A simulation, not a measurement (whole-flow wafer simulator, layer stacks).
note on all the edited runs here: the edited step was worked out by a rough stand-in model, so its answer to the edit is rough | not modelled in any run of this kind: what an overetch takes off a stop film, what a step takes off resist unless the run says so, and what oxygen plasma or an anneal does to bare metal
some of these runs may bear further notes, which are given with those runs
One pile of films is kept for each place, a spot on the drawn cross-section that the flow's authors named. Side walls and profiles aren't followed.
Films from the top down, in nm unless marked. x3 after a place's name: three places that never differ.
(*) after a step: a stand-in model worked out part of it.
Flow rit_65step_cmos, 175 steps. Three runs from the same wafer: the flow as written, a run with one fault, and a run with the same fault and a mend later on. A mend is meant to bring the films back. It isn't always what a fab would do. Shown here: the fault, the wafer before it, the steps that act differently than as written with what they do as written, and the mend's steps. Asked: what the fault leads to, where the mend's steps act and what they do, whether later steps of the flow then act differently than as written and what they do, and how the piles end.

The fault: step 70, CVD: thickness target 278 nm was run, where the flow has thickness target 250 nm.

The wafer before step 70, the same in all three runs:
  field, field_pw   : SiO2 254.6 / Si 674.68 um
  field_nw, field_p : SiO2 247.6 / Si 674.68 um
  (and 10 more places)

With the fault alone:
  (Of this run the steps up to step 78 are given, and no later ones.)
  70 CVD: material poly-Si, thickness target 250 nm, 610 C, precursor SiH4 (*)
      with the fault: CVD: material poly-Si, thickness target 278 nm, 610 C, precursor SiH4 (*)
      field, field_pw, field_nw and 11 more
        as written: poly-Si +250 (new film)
        with the fault: poly-Si +278 (new film)
  No later step of the flow up to step 78 acts differently than as written, at any place that is followed, by more than 2% or 0.5 nm, whichever is larger.
  After step 78 the piles differ from the flow's by more than 2% or 0.5 nm, whichever is larger, at field, field_pw, field_nw and 11 more.
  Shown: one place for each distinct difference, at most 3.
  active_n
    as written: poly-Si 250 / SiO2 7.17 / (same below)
    with the fault: poly-Si 278 / SiO2 7.17 / (same below)
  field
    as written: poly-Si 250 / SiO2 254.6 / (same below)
    with the fault: poly-Si 278 / SiO2 254.6 / (same below)
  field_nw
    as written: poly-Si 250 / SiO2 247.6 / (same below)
    with the fault: poly-Si 278 / SiO2 247.6 / (same below)

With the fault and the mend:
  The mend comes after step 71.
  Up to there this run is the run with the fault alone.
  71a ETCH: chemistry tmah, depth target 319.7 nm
      field, field_pw, field_nw and 11 more
        poly-Si -278 (all of it)
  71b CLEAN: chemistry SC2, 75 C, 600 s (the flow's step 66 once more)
      changes no film at any place that is followed
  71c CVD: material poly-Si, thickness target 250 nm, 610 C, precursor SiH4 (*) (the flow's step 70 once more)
      field, field_pw, field_nw and 11 more
        poly-Si +250 (new film)
  No later step of the flow acts differently than as written at any place that is followed.
  At the end the piles are the same as the flow's at every place that both follow.
